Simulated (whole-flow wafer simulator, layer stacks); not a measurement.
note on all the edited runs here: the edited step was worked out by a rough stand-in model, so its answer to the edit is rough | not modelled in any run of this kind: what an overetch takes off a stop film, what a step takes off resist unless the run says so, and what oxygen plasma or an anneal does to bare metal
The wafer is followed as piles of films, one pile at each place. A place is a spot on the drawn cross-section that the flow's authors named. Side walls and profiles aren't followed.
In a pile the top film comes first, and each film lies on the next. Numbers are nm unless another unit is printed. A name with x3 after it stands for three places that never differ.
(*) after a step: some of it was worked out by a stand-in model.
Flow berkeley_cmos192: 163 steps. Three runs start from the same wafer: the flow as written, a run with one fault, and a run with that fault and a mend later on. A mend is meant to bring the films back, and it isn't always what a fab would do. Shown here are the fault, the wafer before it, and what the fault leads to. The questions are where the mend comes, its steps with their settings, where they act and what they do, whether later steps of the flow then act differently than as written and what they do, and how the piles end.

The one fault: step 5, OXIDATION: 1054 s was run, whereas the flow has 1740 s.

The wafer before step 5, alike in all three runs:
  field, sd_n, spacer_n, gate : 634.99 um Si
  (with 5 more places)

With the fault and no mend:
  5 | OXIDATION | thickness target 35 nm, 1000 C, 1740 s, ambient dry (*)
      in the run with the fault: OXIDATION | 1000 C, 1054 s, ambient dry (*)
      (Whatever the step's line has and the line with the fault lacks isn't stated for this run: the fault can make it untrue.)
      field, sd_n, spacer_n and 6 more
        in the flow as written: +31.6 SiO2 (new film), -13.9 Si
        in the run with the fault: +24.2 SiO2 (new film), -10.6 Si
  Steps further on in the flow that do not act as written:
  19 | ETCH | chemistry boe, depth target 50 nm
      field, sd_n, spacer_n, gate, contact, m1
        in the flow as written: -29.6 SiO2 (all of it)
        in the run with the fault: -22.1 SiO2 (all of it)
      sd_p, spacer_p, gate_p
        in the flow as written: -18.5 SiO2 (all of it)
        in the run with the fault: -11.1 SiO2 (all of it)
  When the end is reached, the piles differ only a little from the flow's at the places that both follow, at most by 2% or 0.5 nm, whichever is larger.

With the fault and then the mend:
  The mend stands after step 6.
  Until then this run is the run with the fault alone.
  6a | OXIDATION | 1000 C, 595 s, ambient dry (*) (the flow's step 5, run once more with other settings)
      field, sd_n, spacer_n and 6 more
        +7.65 SiO2, -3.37 Si
  Every later step of the flow that is run acts as written, at every place that is followed, to within 2% or 0.5 nm, whichever is larger.
  When the end is reached, the piles differ only a little from the flow's at the places that both follow, at most by 2% or 0.5 nm, whichever is larger.
